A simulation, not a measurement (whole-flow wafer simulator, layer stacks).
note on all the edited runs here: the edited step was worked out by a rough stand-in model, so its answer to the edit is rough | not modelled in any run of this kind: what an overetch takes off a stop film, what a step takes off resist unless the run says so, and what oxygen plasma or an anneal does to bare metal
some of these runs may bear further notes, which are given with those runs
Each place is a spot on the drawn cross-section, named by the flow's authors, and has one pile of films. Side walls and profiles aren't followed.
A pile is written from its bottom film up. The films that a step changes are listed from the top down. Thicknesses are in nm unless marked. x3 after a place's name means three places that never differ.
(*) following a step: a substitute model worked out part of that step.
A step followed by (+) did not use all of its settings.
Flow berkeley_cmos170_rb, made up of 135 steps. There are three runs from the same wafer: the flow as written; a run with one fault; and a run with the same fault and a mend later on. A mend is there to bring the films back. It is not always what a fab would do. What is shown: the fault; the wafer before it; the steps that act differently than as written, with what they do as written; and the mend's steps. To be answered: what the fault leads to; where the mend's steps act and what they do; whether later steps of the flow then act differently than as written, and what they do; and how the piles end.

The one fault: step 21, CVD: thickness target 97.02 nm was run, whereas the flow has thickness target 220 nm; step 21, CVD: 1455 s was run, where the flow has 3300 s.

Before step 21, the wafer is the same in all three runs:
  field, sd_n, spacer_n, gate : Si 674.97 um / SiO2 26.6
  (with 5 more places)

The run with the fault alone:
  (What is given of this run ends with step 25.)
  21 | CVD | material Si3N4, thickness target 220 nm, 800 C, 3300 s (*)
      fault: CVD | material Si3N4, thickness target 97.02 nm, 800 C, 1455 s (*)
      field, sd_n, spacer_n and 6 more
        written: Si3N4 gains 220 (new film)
        fault: Si3N4 gains 97 (new film)
  None of the later steps of the flow up to step 25 acts differently than as written at any place that is followed.
  Once step 25 is done, the piles at field, sd_n, spacer_n and 6 more depart from the flow's by more than 2% or 0.5 nm, whichever is larger.
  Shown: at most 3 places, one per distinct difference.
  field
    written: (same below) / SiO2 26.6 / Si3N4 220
    fault: (same below) / SiO2 26.6 / Si3N4 97
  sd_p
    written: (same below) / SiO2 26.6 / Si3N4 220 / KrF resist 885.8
    fault: (same below) / SiO2 26.6 / Si3N4 97 / KrF resist 885.8

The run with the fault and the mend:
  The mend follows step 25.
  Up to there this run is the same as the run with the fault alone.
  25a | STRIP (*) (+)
      sd_p, spacer_p, gate_p, m1
        KrF resist loses 885.8 (all of it)
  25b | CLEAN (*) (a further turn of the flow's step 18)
      alters no film at any place that is followed
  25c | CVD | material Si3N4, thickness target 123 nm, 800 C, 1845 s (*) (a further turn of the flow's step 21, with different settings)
      field, sd_n, spacer_n and 6 more
        Si3N4 gains 123
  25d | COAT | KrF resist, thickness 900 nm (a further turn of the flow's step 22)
      field, sd_n, spacer_n and 6 more
        KrF resist gains 900 (new film)
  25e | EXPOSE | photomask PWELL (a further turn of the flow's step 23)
      alters no film at any place that is followed
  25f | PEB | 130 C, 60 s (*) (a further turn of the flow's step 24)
      alters no film at any place that is followed
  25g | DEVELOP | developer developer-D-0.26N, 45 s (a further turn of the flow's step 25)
      field, sd_n, spacer_n, gate, contact
        KrF resist loses 900 (all of it)
      sd_p, spacer_p, gate_p, m1
        KrF resist loses 14.2
  None of the later steps of the flow acts differently than as written at any place that is followed.
  At every place that both follow, the piles at the end match the flow's.
